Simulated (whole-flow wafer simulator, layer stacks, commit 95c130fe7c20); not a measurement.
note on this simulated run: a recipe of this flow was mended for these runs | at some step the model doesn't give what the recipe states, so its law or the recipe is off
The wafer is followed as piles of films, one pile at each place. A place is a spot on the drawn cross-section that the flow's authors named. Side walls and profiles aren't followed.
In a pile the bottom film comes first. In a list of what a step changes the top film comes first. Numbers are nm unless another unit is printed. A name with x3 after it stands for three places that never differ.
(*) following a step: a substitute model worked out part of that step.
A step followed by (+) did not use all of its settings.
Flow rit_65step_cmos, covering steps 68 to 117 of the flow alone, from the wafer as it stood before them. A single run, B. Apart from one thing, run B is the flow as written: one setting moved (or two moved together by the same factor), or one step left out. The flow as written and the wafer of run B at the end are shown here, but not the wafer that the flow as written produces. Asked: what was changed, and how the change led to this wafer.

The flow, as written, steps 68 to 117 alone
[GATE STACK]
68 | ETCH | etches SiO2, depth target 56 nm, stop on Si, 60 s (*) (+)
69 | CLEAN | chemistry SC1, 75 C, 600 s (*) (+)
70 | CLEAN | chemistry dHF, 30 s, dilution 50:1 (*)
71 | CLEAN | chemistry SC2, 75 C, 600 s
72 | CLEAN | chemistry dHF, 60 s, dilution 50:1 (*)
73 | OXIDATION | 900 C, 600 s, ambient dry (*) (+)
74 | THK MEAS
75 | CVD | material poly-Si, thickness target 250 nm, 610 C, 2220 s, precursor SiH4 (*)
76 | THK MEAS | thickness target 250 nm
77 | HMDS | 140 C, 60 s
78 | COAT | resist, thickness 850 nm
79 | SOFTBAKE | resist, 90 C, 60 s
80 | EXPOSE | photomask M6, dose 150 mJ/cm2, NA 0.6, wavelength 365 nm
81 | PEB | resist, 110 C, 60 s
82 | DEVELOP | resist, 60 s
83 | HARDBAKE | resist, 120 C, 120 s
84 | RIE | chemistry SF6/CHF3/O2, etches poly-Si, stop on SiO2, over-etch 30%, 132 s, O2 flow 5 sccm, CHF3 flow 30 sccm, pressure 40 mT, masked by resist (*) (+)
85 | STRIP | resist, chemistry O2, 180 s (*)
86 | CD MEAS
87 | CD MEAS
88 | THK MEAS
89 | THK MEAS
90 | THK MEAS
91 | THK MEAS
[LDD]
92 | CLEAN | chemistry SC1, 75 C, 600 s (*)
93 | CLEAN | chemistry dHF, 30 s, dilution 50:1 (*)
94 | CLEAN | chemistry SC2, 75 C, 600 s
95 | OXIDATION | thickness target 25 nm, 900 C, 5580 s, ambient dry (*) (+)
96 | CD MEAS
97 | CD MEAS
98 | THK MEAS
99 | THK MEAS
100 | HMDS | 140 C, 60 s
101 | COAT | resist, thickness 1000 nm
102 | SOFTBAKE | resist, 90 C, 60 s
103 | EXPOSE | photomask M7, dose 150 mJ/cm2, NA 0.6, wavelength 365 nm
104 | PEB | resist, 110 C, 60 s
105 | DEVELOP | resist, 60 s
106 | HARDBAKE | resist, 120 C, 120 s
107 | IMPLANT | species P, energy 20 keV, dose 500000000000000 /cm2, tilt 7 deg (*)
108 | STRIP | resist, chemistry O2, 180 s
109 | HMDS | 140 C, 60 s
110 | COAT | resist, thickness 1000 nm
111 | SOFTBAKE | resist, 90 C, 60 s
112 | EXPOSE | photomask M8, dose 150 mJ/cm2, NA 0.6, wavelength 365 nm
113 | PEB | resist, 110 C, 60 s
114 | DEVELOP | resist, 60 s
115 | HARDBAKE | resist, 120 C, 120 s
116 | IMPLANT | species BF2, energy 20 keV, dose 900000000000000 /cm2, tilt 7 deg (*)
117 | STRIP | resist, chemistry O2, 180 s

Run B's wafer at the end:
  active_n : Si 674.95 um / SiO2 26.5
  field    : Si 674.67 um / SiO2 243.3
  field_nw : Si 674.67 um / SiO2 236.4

What caused this: step 75, CVD: thickness target 190 nm was run, while the flow as written has thickness target 250 nm; step 75, CVD: 1687 s was run, where the flow has 2220 s.

How this came from the change, step by step:
  75 | CVD | material poly-Si, thickness target 250 nm, 610 C, 2220 s, precursor SiH4 (*)
      field, field_pw, field_nw and 11 more: +190 poly-Si (new film) (it would be, as written: +250 poly-Si (new film))
  84 | RIE | chemistry SF6/CHF3/O2, etches poly-Si, stop on SiO2, over-etch 30%, 132 s, O2 flow 5 sccm, CHF3 flow 30 sccm, pressure 40 mT, masked by resist (*) (+)
      active_n, active_p, spacer, spacer_p, sd_n, sd_p, contact, m1: -190 poly-Si (all of it), -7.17 SiO2 (all of it) (it would be, as written: -250 poly-Si (all of it), -2.76 SiO2)
      field, field_pw, field_nw, field_p: -190 poly-Si (all of it), -13.1 SiO2 (it would be, as written: -250 poly-Si (all of it), -2.76 SiO2)
  85 | STRIP | resist, chemistry O2, 180 s (*)
      active_n, active_p, spacer, spacer_p, sd_n, sd_p, contact, m1: +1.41 chemical SiO2 (new film), -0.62 Si (it would be, as written: nothing)
  92 | CLEAN | chemistry SC1, 75 C, 600 s (*)
      active_n, active_p, spacer, spacer_p, sd_n, sd_p, contact, m1: -0.81 chemical SiO2, -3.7 Si (it would be, as written: -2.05 SiO2)
  93 | CLEAN | chemistry dHF, 30 s, dilution 50:1 (*)
      active_n, active_p, spacer, spacer_p, sd_n, sd_p, contact, m1: -0.6 chemical SiO2 (all of it) (it would be, as written: -2.36 SiO2 (all of it))
  101 | COAT | resist, thickness 1000 nm
      gate_n, gate_p: +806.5 resist (new film) (it would be, as written: +754.9 resist (new film))
  104 | PEB | resist, 110 C, 60 s
      gate_n, gate_p: -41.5 resist (it would be, as written: -38.8 resist)
  105 | DEVELOP | resist, 60 s
      gate_n: -765 resist (all of it) (it would be, as written: -716.2 resist (all of it))
  106 | HARDBAKE | resist, 120 C, 120 s
      gate_p: -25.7 resist (it would be, as written: -23.9 resist)
  108 | STRIP | resist, chemistry O2, 180 s
      gate_p: -739.3 resist (all of it) (it would be, as written: -692.2 resist (all of it))
  110 | COAT | resist, thickness 1000 nm
      gate_n, gate_p: +806.5 resist (new film) (it would be, as written: +754.9 resist (new film))
  113 | PEB | resist, 110 C, 60 s
      gate_n, gate_p: -41.5 resist (it would be, as written: -38.8 resist)
  114 | DEVELOP | resist, 60 s
      gate_p: -765 resist (all of it) (it would be, as written: -716.1 resist (all of it))
  115 | HARDBAKE | resist, 120 C, 120 s
      gate_n: -25.7 resist (it would be, as written: -23.9 resist)
  117 | STRIP | resist, chemistry O2, 180 s
      gate_n: -739.3 resist (all of it) (it would be, as written: -692.2 resist (all of it))
